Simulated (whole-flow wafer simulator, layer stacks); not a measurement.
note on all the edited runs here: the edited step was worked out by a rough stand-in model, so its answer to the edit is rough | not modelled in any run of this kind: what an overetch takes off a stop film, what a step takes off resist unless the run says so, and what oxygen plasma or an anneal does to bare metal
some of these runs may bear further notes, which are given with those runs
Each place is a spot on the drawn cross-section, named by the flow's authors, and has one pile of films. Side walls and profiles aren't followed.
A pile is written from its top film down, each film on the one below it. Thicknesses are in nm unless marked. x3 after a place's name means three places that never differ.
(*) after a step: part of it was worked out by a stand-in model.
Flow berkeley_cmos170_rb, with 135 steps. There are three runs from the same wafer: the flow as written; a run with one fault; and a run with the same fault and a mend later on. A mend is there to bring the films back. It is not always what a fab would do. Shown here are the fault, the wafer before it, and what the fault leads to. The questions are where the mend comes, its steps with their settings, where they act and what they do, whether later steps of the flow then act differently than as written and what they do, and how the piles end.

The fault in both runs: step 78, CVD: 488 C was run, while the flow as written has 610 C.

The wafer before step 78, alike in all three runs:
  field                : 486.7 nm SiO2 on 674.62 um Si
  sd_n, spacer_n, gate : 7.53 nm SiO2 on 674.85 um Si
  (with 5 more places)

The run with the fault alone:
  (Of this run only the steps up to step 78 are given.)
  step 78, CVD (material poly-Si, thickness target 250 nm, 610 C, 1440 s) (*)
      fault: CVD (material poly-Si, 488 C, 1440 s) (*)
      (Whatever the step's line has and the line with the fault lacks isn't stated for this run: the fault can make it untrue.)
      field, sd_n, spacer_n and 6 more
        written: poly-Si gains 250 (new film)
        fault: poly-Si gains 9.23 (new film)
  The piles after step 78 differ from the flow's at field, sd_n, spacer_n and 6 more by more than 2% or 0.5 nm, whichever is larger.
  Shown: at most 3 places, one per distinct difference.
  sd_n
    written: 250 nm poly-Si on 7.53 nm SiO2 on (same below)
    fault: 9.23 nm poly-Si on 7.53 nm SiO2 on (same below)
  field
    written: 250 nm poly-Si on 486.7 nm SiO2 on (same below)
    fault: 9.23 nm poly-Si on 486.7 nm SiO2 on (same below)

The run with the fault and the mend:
  The mend follows step 78.
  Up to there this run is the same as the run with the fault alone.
  step 78a, ETCH (chemistry tmah, depth target 10.61 nm)
      field, sd_n, spacer_n and 6 more
        poly-Si loses 9.23 (all of it)
  step 78b, CLEAN (*) (the flow's step 74, run once more)
      does not change any film at any place that is followed
  step 78c, CVD (material poly-Si, thickness target 250 nm, 610 C, 1440 s) (*) (the flow's step 78, run once more)
      field, sd_n, spacer_n and 6 more
        poly-Si gains 250 (new film)
  Every later step of the flow that is run acts as written, at every place that is followed, to within 2% or 0.5 nm, whichever is larger.
  At every place that both follow, the piles at the end match the flow's.
